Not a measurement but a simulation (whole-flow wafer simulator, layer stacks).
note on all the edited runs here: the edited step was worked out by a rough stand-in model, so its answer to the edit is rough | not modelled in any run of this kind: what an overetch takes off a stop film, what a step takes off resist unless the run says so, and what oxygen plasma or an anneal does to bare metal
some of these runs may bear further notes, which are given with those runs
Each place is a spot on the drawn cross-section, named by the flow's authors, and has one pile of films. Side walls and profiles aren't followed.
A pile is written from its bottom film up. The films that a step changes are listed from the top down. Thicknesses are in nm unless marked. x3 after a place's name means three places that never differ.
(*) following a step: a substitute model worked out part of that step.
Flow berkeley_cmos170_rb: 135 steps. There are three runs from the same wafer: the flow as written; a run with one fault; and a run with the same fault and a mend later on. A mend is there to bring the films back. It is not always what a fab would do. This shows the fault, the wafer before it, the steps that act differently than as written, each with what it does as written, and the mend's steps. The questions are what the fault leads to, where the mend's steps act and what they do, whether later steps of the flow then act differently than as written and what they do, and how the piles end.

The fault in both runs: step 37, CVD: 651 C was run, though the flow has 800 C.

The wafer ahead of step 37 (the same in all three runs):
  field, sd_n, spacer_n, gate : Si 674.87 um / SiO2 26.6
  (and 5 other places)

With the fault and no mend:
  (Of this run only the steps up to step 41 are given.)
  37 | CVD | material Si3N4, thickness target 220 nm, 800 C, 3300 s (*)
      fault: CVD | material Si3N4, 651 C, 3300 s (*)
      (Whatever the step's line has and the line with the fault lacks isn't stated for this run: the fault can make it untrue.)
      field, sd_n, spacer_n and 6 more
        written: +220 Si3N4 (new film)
        fault: +11.3 Si3N4 (new film)
  Every later step of the flow up to step 41 that is run acts as written at every place that is followed.
  The piles after step 41 differ from the flow's at field, sd_n, spacer_n and 6 more by more than 2% or 0.5 nm, whichever is larger.
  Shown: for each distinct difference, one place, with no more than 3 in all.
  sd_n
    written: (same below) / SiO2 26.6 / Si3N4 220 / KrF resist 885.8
    fault: (same below) / SiO2 26.6 / Si3N4 11.3 / KrF resist 885.8
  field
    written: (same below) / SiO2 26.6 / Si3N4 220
    fault: (same below) / SiO2 26.6 / Si3N4 11.3

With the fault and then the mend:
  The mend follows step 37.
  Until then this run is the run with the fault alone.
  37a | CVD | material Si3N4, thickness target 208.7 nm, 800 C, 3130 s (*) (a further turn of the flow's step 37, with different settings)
      field, sd_n, spacer_n and 6 more
        +208.7 Si3N4
  Every later step of the flow that is run acts as written, at every place that is followed, to within 2% or 0.5 nm, whichever is larger.
  At every place that both follow, the piles at the end match the flow's.
